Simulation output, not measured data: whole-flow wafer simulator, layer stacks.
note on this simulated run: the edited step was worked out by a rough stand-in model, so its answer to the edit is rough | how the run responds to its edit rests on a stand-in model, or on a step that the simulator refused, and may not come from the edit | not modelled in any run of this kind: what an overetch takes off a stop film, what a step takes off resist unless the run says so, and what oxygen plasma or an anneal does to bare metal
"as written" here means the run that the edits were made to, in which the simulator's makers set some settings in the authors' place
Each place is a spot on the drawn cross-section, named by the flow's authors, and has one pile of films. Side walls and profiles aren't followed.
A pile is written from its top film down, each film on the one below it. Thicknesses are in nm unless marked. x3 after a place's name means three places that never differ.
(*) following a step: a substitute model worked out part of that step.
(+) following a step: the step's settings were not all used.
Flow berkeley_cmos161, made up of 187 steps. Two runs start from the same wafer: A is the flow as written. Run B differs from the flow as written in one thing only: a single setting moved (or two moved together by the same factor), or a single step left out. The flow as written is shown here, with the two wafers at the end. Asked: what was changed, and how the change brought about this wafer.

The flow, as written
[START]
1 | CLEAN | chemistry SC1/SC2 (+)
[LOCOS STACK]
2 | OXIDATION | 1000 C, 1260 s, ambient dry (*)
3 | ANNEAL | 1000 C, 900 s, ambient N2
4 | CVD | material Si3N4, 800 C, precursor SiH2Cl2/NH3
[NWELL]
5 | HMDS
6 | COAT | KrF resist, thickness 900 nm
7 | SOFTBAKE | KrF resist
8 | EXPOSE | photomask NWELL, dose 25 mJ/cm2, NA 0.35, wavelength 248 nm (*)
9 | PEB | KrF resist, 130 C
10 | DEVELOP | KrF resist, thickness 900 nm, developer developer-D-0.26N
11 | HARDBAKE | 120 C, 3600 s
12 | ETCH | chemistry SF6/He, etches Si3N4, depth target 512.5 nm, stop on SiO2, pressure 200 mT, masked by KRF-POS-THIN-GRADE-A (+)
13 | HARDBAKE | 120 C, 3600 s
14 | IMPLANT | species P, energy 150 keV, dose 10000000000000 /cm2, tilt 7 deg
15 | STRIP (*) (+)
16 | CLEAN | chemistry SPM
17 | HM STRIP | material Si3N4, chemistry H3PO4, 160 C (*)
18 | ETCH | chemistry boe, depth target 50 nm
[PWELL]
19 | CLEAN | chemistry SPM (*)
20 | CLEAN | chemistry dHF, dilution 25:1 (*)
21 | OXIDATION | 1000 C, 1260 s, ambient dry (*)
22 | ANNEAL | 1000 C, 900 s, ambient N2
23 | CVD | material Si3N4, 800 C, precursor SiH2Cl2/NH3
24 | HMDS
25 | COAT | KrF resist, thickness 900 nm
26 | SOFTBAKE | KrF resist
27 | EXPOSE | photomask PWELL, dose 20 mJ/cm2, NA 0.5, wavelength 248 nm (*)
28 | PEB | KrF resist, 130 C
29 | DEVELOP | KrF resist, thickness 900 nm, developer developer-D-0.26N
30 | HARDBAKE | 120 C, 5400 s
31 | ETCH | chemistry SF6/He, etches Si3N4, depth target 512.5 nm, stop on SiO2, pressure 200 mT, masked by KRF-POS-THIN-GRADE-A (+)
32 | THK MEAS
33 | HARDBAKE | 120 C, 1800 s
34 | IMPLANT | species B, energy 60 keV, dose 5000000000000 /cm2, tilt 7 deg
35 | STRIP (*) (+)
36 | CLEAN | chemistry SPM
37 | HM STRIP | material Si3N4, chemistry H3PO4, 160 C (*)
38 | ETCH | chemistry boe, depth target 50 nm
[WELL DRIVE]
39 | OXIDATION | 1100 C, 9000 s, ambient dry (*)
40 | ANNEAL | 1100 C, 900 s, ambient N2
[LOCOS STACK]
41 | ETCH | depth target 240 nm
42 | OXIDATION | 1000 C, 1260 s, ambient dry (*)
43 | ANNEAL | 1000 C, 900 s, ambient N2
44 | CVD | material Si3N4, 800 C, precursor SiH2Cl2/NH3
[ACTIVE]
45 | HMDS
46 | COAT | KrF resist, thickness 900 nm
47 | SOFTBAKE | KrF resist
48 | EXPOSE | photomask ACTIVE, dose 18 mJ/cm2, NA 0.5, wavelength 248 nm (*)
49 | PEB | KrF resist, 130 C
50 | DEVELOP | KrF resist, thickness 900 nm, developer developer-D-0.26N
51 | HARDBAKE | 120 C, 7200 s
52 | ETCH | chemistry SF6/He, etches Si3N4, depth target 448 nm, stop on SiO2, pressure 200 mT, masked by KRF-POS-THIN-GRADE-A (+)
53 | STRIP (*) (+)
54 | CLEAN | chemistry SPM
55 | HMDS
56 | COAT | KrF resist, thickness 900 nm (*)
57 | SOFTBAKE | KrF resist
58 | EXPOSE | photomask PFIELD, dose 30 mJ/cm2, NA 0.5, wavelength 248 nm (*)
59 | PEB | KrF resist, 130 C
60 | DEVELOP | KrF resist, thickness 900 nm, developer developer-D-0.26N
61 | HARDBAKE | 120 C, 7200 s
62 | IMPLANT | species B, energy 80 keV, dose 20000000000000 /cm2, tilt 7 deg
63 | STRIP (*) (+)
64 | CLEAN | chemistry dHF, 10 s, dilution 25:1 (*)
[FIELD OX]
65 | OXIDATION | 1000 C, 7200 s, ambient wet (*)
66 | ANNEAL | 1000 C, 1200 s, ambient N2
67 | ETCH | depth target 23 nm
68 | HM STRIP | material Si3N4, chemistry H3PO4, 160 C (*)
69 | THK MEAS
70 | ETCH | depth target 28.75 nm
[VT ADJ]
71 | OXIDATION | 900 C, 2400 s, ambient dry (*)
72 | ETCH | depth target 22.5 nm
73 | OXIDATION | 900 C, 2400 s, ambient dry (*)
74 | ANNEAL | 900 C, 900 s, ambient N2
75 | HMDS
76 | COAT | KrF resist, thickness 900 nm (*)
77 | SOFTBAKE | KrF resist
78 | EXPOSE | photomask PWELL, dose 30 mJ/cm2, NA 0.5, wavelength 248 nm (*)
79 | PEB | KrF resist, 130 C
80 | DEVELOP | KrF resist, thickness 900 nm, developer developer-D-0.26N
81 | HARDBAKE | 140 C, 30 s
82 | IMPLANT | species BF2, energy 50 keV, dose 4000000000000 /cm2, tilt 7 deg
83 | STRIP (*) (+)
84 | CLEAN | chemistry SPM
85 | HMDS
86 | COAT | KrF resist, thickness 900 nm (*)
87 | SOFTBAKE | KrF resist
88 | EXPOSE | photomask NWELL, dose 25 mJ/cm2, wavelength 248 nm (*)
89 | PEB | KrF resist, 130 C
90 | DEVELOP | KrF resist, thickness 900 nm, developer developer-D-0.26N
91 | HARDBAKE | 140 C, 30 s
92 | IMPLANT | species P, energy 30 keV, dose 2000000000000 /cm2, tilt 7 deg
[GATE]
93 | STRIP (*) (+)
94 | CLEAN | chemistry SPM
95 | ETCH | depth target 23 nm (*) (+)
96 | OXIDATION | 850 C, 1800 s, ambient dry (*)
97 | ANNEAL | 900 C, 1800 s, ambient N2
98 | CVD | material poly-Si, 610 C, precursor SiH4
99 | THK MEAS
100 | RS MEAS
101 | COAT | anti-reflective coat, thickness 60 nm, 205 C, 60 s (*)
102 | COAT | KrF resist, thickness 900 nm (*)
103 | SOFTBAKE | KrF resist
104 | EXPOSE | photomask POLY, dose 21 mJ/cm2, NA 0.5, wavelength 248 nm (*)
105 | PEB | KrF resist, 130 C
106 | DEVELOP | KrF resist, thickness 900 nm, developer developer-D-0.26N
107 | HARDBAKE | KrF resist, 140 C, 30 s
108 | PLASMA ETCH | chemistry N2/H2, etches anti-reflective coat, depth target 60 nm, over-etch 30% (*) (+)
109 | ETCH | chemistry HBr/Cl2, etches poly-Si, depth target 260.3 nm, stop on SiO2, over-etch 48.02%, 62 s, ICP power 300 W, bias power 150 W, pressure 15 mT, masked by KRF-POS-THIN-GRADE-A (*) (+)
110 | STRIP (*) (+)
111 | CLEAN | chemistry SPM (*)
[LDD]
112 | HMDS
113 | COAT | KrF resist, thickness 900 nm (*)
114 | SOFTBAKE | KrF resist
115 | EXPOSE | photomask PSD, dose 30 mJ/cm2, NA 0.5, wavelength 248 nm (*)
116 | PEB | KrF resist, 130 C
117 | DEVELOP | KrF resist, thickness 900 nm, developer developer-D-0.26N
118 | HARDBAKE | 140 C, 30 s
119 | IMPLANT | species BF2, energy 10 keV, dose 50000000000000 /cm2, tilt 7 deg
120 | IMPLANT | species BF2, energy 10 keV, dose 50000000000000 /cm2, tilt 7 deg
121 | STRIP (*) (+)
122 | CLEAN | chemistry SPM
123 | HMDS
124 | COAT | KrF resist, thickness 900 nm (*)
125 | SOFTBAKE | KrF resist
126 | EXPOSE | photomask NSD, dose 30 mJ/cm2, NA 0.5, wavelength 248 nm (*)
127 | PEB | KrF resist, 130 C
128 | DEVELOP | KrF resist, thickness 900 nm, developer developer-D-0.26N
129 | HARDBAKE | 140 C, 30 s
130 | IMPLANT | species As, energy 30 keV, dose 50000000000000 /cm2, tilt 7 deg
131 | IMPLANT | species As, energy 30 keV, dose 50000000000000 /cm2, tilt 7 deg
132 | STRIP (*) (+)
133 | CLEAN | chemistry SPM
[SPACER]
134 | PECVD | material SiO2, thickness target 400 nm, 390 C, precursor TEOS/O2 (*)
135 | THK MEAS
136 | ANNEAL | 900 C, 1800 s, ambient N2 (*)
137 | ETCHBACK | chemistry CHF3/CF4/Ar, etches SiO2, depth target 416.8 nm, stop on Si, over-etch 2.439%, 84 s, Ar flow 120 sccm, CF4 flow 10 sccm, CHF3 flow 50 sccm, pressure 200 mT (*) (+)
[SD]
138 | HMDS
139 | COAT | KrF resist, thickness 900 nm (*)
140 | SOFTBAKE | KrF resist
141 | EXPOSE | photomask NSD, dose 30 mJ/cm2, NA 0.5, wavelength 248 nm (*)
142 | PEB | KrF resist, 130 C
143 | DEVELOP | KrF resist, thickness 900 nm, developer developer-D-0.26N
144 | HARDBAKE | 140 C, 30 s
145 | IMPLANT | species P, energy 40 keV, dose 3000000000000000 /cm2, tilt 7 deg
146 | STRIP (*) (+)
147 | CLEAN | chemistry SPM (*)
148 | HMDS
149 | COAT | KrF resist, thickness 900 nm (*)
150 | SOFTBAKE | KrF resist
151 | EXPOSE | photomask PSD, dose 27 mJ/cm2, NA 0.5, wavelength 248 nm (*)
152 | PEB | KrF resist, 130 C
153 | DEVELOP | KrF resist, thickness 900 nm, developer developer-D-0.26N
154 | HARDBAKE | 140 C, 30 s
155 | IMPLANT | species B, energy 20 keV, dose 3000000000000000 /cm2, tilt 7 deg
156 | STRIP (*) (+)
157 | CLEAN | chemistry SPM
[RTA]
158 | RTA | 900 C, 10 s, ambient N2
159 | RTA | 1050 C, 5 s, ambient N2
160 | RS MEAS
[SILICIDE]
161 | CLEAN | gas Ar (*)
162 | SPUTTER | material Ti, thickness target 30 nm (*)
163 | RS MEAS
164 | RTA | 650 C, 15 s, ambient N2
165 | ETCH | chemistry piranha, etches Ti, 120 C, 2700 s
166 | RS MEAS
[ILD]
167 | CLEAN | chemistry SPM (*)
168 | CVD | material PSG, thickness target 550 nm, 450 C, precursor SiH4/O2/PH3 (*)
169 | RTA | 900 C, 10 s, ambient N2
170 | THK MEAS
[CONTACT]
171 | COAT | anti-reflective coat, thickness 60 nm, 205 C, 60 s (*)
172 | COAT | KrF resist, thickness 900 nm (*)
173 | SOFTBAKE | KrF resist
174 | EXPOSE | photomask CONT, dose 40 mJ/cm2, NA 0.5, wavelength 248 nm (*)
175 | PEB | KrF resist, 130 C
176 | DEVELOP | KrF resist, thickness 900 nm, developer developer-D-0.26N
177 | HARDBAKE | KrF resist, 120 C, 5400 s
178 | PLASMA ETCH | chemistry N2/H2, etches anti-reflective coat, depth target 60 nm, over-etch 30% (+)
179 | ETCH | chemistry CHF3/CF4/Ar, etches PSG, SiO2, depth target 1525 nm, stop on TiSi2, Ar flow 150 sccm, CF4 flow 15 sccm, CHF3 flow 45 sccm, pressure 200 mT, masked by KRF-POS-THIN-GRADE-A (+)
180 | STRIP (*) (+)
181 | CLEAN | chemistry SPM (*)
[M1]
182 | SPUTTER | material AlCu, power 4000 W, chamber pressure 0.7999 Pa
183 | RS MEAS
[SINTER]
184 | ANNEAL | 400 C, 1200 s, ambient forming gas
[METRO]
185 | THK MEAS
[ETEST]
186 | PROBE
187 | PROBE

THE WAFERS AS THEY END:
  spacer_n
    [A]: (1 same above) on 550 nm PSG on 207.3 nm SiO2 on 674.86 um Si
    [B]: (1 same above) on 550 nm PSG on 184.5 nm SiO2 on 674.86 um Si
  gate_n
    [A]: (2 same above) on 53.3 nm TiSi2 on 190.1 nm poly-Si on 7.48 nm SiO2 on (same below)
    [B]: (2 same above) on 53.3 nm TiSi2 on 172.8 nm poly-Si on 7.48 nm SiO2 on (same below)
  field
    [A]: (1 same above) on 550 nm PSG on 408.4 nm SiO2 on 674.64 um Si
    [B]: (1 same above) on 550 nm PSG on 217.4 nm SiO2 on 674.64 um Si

The reason: step 134, PECVD: thickness target 200 nm was run, though the flow has thickness target 400 nm.

Step by step, how the change led to this:
  134 | PECVD | material SiO2, thickness target 400 nm, 390 C, precursor TEOS/O2 (*)
      field, sd_n, contact, m1: A +400 SiO2 | B +200 SiO2
      spacer_n, sd_p, spacer_p: A +385 SiO2 | B +192.9 SiO2
      (and at 2 other places as well)
  136 | ANNEAL | 900 C, 1800 s, ambient N2 (*)
      field, sd_n, gate_n, gate_p, contact, m1: A -18 SiO2 | B -9 SiO2
      spacer_n, sd_p, spacer_p: A -17.3 SiO2 | B -8.68 SiO2
  137 | ETCHBACK | chemistry CHF3/CF4/Ar, etches SiO2, depth target 416.8 nm, stop on Si, over-etch 2.439%, 84 s, Ar flow 120 sccm, CF4 flow 10 sccm, CHF3 flow 50 sccm, pressure 200 mT (*) (+)
      spacer_n, spacer_p: A -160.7 SiO2 | B nothing
      gate_n, gate_p: A -382 SiO2 (all of it), -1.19 chemical SiO2 (all of it), -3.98 poly-Si | B -191 SiO2 (all of it), -1.19 chemical SiO2 (all of it), -21.3 poly-Si
      (and at 4 other places as well)
  139 | COAT | KrF resist, thickness 900 nm (*)
      field: A +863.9 KrF resist (new film) | B +908.5 KrF resist (new film)
      sd_n: A +1008.1 KrF resist (new film) | B +901.9 KrF resist (new film)
      (and at 7 other places as well)
  143 | DEVELOP | KrF resist, thickness 900 nm, developer developer-D-0.26N
      sd_n: A -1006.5 KrF resist (all of it) | B -900.4 KrF resist (all of it)
      spacer_n: A -815.5 KrF resist (all of it) | B -760.7 KrF resist (all of it)
      (and at 2 other places as well)
  144 | HARDBAKE | 140 C, 30 s
      field: A -139.8 KrF resist | B -147 KrF resist
      sd_p: A -163.7 KrF resist | B -149.9 KrF resist
      (and at 3 other places as well)
  146 | STRIP (*) (+)
      field: A -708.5 KrF resist (all of it) | B -745.8 KrF resist (all of it)
      sd_p: A +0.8 chemical SiO2 (new film), -832.5 KrF resist (all of it), -0.35 Si | B +0.78 chemical SiO2 (new film), -760.7 KrF resist (all of it), -0.34 Si
      (and at 3 other places as well)
  149 | COAT | KrF resist, thickness 900 nm (*)
      field: A +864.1 KrF resist (new film) | B +908.7 KrF resist (new film)
      sd_n: A +1007.8 KrF resist (new film) | B +901.6 KrF resist (new film)
      (and at 7 other places as well)
  153 | DEVELOP | KrF resist, thickness 900 nm, developer developer-D-0.26N
      sd_p: A -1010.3 KrF resist (all of it) | B -924.6 KrF resist (all of it)
      spacer_p: A -808.8 KrF resist (all of it) | B -761 KrF resist (all of it)
      (and at 1 other place as well)
  154 | HARDBAKE | 140 C, 30 s
      field: A -139.8 KrF resist | B -147 KrF resist
      sd_n: A -163 KrF resist | B -145.9 KrF resist
      (and at 4 other places as well)
  156 | STRIP (*) (+)
      gate_n: A -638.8 KrF resist (all of it), +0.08 chemical SiO2 | B -589 KrF resist (all of it), +0.08 chemical SiO2, -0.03 poly-Si
      field: A -708.6 KrF resist (all of it) | B -746 KrF resist (all of it)
      (and at 4 other places as well)
  168 | CVD | material PSG, thickness target 550 nm, 450 C, precursor SiH4/O2/PH3 (*)
      sd_p: A +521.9 PSG (new film) | B +550 PSG (new film)
  171 | COAT | anti-reflective coat, thickness 60 nm, 205 C, 60 s (*)
      field: A +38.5 anti-reflective coat (new film) | B +44.2 anti-reflective coat (new film)
      sd_n: A +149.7 anti-reflective coat (new film) | B +59.1 anti-reflective coat (new film)
      (and at 6 other places as well)
  172 | COAT | KrF resist, thickness 900 nm (*)
      field: A +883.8 KrF resist (new film) | B +913.9 KrF resist (new film)
      sd_n: A +911.3 KrF resist (new film) | B +892.8 KrF resist (new film)
      (and at 7 other places as well)
  176 | DEVELOP | KrF resist, thickness 900 nm, developer developer-D-0.26N
      contact: A -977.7 KrF resist (all of it) | B -889.8 KrF resist (all of it)
  180 | STRIP (*) (+)
      field: A -665.1 KrF resist (all of it), -38.5 anti-reflective coat (all of it) | B -694.8 KrF resist (all of it), -44.2 anti-reflective coat (all of it)
      sd_n: A -692.5 KrF resist (all of it), -149.7 anti-reflective coat (all of it) | B -673.8 KrF resist (all of it), -59.1 anti-reflective coat (all of it)
      (and at 6 other places as well)
  182 | SPUTTER | material AlCu, power 4000 W, chamber pressure 0.7999 Pa
      sd_p: A +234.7 AlCu (new film) | B +275.8 AlCu (new film)
